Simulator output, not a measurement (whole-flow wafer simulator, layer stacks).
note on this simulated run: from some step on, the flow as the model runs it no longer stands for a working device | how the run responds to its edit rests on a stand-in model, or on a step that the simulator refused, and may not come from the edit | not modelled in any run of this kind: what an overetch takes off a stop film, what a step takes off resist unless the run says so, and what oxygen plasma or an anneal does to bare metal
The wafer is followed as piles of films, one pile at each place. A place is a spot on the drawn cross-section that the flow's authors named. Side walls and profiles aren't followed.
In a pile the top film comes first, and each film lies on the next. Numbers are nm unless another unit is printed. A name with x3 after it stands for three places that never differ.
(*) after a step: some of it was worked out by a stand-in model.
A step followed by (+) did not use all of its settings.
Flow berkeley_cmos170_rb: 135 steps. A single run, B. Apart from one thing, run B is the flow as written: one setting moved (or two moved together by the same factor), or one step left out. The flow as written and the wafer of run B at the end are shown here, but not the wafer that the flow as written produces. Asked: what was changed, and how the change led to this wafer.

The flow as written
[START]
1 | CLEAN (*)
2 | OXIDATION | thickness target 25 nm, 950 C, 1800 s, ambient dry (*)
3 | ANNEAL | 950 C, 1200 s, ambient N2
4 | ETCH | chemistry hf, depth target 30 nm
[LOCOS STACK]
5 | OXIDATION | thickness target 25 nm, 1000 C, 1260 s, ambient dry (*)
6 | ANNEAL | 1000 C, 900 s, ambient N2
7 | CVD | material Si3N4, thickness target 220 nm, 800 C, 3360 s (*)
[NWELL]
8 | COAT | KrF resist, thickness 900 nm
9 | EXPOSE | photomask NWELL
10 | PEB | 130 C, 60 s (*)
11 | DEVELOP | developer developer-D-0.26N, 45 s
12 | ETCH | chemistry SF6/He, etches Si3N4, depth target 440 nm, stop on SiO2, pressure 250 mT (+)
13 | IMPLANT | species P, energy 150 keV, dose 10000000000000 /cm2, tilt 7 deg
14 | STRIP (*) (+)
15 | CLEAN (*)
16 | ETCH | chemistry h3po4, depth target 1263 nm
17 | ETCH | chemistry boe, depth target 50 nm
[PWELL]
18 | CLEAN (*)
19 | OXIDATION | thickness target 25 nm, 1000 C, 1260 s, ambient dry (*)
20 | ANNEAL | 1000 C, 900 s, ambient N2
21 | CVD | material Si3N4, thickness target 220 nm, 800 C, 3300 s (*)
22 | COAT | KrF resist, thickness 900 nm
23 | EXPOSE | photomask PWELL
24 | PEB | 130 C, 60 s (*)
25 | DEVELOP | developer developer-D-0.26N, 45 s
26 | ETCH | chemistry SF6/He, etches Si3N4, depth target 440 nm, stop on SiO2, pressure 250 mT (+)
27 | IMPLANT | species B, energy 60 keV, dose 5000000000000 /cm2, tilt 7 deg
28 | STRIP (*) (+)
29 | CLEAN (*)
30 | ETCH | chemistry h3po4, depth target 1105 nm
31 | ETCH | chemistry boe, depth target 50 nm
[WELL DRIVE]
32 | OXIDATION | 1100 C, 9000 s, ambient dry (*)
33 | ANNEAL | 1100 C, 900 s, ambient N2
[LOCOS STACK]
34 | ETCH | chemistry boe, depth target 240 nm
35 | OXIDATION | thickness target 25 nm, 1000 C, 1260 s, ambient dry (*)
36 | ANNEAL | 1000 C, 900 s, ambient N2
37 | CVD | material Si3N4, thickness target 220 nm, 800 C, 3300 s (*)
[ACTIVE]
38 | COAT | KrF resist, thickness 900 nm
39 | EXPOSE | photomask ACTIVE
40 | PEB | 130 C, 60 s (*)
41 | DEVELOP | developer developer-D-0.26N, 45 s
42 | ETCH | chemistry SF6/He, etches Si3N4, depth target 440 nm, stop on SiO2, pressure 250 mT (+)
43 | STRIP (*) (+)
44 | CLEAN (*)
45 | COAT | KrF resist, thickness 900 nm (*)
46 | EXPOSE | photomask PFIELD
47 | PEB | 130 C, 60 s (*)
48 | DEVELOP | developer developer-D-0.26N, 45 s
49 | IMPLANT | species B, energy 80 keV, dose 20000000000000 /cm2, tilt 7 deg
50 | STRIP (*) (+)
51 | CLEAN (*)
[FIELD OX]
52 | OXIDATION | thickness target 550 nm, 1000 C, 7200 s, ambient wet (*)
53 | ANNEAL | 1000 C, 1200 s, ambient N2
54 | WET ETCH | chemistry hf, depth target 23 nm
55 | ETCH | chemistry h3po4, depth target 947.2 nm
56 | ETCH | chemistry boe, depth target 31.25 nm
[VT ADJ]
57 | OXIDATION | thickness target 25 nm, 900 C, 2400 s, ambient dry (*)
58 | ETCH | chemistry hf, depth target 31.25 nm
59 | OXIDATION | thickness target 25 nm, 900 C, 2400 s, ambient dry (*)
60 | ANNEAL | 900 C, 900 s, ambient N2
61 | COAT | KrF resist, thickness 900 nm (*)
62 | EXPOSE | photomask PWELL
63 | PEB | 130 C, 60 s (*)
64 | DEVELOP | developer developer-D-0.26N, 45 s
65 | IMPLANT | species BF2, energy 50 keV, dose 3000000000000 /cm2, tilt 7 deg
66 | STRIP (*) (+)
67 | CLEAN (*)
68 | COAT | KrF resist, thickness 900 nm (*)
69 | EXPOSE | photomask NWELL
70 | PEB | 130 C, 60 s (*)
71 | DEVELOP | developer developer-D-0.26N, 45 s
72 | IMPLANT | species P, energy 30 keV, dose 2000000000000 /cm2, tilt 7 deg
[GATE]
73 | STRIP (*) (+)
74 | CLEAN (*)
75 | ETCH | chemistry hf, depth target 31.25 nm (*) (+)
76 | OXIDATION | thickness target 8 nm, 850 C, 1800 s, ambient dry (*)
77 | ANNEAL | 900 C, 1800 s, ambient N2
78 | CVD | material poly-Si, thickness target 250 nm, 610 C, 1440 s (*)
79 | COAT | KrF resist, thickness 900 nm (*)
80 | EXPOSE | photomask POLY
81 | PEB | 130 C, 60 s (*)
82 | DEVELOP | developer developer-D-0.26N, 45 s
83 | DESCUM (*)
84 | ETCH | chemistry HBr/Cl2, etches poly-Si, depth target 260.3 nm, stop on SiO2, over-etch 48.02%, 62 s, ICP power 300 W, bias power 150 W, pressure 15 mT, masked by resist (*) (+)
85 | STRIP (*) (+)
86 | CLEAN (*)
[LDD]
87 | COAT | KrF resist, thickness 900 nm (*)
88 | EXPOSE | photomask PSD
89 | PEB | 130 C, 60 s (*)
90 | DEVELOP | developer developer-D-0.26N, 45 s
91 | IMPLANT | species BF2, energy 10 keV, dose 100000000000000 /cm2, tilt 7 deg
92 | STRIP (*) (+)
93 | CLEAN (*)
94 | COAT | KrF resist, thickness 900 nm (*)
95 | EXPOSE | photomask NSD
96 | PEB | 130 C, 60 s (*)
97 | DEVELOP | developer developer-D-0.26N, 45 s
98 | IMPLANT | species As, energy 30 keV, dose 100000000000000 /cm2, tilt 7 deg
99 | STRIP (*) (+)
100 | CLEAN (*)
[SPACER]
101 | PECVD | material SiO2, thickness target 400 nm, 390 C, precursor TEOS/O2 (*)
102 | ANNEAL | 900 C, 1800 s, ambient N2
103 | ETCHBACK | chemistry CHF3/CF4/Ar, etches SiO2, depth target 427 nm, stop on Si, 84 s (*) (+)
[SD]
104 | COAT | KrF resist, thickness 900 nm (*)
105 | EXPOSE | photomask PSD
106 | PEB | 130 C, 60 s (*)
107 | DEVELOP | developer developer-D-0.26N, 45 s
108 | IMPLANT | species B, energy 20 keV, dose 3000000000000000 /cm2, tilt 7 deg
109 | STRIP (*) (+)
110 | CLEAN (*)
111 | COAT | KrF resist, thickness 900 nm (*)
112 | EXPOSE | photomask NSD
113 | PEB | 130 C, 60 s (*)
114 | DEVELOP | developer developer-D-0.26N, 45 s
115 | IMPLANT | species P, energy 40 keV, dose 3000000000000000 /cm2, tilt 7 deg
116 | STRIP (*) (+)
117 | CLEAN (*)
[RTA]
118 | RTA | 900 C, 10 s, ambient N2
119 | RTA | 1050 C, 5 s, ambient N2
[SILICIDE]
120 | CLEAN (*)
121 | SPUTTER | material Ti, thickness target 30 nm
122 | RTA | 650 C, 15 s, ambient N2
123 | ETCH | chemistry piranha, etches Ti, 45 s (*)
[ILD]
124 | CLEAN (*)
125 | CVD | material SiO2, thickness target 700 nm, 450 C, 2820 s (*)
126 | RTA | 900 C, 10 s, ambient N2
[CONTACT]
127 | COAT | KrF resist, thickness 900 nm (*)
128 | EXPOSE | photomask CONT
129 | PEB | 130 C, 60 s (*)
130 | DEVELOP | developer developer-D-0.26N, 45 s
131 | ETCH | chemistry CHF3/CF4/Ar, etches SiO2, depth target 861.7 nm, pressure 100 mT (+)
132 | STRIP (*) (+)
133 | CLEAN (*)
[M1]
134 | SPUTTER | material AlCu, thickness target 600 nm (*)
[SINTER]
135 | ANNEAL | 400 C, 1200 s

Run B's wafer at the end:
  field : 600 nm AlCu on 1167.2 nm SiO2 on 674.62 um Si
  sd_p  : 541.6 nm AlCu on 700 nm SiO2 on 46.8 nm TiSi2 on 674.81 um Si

The reason: step 54, WET ETCH: depth target 14 nm was run, whereas the flow has depth target 23 nm.

How this came from the change, step by step:
  54 | WET ETCH | chemistry hf, depth target 23 nm
      field: SiO2 loses 14 (in the flow as written it would be: SiO2 loses 23)
  121 | SPUTTER | material Ti, thickness target 30 nm
      sd_p: Ti gains 25 (new film) (in the flow as written it would be: Ti gains 27.1 (new film))
  122 | RTA | 650 C, 15 s, ambient N2
      sd_p: Ti loses 19.5, TiSi2 C49 gains 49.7 (new film), Si loses 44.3 (in the flow as written it would be: Ti loses 21.1, TiSi first gains 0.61 (new film), TiSi2 C49 gains 52.9 (new film), Si loses 47.6)
  126 | RTA | 900 C, 10 s, ambient N2
      sd_p: under 1 film: TiSi2 gains 46.8 (new film), TiSi2 C49 loses 49.7 (all of it) (in the flow as written it would be: under 1 film: TiSi2 gains 50.7 (new film), TiSi first loses 0.61 (all of it), TiSi2 C49 loses 52.9 (all of it), Si loses 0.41)
